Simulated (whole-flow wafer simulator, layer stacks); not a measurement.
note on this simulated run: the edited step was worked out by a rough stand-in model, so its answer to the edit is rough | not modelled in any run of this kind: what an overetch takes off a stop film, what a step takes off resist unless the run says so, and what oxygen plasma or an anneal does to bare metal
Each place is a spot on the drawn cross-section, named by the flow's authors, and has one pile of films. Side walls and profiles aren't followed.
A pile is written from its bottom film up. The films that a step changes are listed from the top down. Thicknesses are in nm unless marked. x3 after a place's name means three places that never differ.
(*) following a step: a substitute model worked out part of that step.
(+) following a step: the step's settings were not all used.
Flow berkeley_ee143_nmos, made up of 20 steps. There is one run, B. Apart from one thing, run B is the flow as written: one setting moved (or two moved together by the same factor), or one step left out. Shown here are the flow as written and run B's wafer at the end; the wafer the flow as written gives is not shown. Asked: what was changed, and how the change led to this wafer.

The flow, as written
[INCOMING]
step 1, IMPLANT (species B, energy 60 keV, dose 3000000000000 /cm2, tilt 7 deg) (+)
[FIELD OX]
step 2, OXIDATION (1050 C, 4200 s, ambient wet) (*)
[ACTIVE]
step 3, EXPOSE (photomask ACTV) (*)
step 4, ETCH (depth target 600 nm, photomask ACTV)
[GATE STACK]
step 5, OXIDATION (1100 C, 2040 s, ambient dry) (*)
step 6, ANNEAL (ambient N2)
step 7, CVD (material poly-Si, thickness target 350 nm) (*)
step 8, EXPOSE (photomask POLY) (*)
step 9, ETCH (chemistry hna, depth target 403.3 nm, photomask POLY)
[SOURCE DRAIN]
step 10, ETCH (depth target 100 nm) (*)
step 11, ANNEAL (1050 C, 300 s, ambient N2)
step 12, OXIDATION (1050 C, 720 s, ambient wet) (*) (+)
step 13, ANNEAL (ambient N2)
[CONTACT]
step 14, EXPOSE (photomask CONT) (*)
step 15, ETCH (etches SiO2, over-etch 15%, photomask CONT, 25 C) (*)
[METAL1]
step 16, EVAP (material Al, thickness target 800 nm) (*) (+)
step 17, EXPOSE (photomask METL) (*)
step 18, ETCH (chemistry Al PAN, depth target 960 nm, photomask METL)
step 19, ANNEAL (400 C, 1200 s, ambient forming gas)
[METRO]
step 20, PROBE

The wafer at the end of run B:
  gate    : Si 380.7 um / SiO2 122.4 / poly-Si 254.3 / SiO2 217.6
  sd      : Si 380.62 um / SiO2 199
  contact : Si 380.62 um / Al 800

The reason: step 5, OXIDATION: 1182 C was run, though the flow has 1100 C.

The path from the change to this, step by step:
  step 5, OXIDATION (1100 C, 2040 s, ambient dry) (*)
      gate, sd, contact: SiO2 gains 122.4 (new film), Si loses 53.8 (as written it would have been: SiO2 gains 79.7 (new film), Si loses 35.1)
      field: SiO2 gains 18.6, Si loses 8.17 (as written it would have been: SiO2 gains 11.6, Si loses 5.1)
  step 10, ETCH (depth target 100 nm) (*)
      sd, contact: SiO2 loses 100 (as written it would have been: SiO2 loses 79.7 (all of it))
  step 12, OXIDATION (1050 C, 720 s, ambient wet) (*) (+)
      sd, contact: SiO2 gains 176.6, Si loses 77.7 (as written it would have been: SiO2 gains 189.4 (new film), Si loses 83.4)
  step 15, ETCH (etches SiO2, over-etch 15%, photomask CONT, 25 C) (*)
      contact: SiO2 loses 199 (all of it) (as written it would have been: SiO2 loses 189.4 (all of it))
